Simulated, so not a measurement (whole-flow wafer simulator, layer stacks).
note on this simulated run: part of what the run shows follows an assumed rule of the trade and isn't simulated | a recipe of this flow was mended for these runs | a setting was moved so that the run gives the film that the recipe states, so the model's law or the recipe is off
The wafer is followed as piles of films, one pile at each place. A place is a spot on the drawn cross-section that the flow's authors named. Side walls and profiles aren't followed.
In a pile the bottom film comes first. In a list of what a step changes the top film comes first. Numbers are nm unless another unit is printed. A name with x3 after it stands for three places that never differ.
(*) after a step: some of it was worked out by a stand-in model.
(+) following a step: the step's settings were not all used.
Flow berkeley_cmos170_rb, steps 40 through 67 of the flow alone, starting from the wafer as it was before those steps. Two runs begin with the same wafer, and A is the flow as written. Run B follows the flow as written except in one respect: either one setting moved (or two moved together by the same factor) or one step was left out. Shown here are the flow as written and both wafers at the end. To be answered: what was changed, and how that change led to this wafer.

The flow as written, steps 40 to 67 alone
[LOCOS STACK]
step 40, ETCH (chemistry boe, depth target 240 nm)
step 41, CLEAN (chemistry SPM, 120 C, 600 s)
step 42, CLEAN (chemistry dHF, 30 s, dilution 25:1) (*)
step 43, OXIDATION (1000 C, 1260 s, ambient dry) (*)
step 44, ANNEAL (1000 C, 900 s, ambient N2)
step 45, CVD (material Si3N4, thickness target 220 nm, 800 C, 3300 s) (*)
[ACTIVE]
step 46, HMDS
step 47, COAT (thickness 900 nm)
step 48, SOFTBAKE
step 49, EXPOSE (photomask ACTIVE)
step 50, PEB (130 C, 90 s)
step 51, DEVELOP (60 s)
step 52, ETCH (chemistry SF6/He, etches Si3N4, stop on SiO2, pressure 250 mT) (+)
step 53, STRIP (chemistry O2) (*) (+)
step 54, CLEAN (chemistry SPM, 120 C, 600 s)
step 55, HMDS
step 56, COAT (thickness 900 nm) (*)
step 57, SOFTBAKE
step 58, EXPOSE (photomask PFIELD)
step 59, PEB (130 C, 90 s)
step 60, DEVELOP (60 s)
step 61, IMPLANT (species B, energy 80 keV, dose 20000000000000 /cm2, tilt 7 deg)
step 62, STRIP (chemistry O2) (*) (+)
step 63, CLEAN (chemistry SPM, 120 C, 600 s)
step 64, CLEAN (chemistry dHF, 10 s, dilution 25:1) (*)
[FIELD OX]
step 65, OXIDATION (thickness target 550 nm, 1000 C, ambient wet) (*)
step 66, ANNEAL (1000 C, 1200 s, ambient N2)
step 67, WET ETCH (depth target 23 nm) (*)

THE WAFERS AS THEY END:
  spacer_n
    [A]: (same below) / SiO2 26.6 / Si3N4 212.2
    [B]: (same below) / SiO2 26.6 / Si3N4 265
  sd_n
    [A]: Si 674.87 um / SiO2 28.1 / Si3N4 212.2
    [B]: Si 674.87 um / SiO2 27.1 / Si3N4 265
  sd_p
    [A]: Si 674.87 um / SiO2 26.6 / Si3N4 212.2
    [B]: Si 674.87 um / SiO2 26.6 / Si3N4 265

Cause: step 45, CVD: 4092 s was run, though the flow has 3300 s.

Step by step, how the change led to this:
  step 45, CVD (material Si3N4, thickness target 220 nm, 800 C, 3300 s) (*)
      field, sd_n, spacer_n and 6 more: A Si3N4 gains 220 (new film) | B Si3N4 gains 272.8 (new film)
  step 52, ETCH (chemistry SF6/He, etches Si3N4, stop on SiO2, pressure 250 mT) (+)
      sd_n, spacer_n, gate, sd_p, spacer_p, gate_p, contact, m1: A KrF-resist loses 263 | B KrF-resist loses 320.4
      field: A Si3N4 loses 220 (all of it), SiO2 loses 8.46 | B Si3N4 loses 272.8 (all of it), SiO2 loses 8.46
  step 53, STRIP (chemistry O2) (*) (+)
      sd_n, spacer_n, gate, sd_p, spacer_p, gate_p, contact, m1: A KrF-resist loses 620 (all of it) | B KrF-resist loses 562.6 (all of it)
  step 56, COAT (thickness 900 nm) (*)
      sd_n: A KrF-resist gains 782.7 (new film) | B KrF-resist gains 756 (new film)
      spacer_n: A KrF-resist gains 816.2 (new film) | B KrF-resist gains 797.9 (new film)
      (as well as at 6 more places)
  step 62, STRIP (chemistry O2) (*) (+)
      sd_n: A KrF-resist loses 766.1 (all of it) | B KrF-resist loses 739.4 (all of it)
      spacer_n: A KrF-resist loses 799.5 (all of it) | B KrF-resist loses 781.3 (all of it)
      (as well as at 6 more places)
  step 65, OXIDATION (thickness target 550 nm, 1000 C, ambient wet) (*)
      gate: A SiO2 gains 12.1 (new film), Si3N4 loses 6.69, SiO2 gains 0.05, Si loses 0.05 | B SiO2 gains 12.1 (new film), Si3N4 loses 6.69
      sd_p: A SiO2 gains 12.1 (new film), Si3N4 loses 6.69, SiO2 gains 0.06, Si loses 0.06 | B SiO2 gains 12.1 (new film), Si3N4 loses 6.69
      (as well as at 1 more place)
